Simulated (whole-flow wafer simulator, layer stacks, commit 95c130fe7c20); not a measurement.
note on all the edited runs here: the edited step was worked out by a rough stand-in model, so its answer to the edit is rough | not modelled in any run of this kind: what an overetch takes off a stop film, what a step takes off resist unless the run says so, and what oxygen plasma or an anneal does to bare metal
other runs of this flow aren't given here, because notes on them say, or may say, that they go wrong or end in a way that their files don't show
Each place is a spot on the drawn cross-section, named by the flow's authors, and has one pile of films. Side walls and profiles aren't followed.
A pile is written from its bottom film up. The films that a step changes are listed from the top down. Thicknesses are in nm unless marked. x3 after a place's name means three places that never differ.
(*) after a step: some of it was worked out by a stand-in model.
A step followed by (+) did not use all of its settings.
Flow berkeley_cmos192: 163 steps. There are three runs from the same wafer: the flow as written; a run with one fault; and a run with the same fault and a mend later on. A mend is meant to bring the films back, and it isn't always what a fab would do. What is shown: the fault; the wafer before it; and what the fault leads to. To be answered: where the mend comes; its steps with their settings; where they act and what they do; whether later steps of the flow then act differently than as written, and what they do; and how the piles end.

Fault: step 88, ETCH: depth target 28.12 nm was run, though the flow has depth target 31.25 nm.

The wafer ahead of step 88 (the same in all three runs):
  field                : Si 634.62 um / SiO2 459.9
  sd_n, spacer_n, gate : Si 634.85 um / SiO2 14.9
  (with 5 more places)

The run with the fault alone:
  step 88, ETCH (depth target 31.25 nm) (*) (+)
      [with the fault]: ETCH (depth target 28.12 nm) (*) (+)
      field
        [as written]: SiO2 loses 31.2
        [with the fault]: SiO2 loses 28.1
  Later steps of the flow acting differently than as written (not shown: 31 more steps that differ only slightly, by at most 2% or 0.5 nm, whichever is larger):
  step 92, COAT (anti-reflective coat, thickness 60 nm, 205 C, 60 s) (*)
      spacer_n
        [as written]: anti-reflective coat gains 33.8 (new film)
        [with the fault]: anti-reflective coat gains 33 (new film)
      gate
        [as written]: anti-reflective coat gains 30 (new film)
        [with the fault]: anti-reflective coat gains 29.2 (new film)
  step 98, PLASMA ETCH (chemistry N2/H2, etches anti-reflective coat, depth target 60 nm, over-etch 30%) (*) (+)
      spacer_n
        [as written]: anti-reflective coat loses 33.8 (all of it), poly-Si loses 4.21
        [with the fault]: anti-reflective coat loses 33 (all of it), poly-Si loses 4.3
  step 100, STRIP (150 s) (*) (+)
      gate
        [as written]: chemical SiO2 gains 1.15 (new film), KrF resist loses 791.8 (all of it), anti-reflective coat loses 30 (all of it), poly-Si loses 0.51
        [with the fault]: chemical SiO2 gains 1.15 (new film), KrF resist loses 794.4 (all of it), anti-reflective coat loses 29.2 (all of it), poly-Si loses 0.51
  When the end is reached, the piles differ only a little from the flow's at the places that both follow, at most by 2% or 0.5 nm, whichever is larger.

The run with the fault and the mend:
  The mend follows step 88.
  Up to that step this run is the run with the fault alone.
  step 88a, ETCH (depth target 3.13 nm) (*) (+) (the flow's step 88, run once more with other settings)
      field
        SiO2 loses 3.13
  Later steps of the flow that are run all act as written at every place that is followed.
  By the end, the piles equal the flow's at every place that both follow.
